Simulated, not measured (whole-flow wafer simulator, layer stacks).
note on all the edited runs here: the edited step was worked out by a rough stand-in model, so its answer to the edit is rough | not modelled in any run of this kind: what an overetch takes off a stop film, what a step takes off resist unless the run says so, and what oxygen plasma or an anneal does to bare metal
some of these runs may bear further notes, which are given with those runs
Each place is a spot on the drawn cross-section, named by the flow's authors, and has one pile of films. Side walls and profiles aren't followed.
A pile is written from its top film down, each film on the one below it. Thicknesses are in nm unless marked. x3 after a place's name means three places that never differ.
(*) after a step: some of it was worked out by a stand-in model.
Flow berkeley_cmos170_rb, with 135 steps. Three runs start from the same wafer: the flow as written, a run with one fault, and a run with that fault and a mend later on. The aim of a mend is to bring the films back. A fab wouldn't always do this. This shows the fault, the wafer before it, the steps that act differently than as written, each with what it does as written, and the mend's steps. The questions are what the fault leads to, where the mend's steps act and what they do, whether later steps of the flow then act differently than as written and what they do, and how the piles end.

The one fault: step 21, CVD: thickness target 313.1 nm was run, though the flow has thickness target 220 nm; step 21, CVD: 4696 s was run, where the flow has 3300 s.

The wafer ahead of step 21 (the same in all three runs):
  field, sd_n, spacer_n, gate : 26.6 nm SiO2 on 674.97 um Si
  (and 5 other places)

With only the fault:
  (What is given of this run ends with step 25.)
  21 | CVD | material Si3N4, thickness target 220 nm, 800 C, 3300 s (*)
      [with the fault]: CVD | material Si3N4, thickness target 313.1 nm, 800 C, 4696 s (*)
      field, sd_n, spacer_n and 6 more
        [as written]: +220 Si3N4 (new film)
        [with the fault]: +313.1 Si3N4 (new film)
  Every later step of the flow up to step 25 that is run acts as written at every place that is followed.
  After step 25, at field, sd_n, spacer_n and 6 more, the piles differ from the flow's by more than 2% or 0.5 nm, whichever is larger.
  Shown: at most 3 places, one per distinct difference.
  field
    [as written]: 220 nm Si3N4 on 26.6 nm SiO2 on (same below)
    [with the fault]: 313.1 nm Si3N4 on 26.6 nm SiO2 on (same below)
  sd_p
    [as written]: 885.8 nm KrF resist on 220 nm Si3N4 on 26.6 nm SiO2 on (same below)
    [with the fault]: 885.8 nm KrF resist on 313.1 nm Si3N4 on 26.6 nm SiO2 on (same below)

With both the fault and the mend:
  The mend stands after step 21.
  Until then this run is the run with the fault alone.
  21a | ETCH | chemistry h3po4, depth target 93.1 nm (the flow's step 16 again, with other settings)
      field, sd_n, spacer_n and 6 more
        -93.1 Si3N4
  Every later step of the flow that is run acts as written at every place that is followed.
  At every place that both follow, the piles at the end match the flow's.
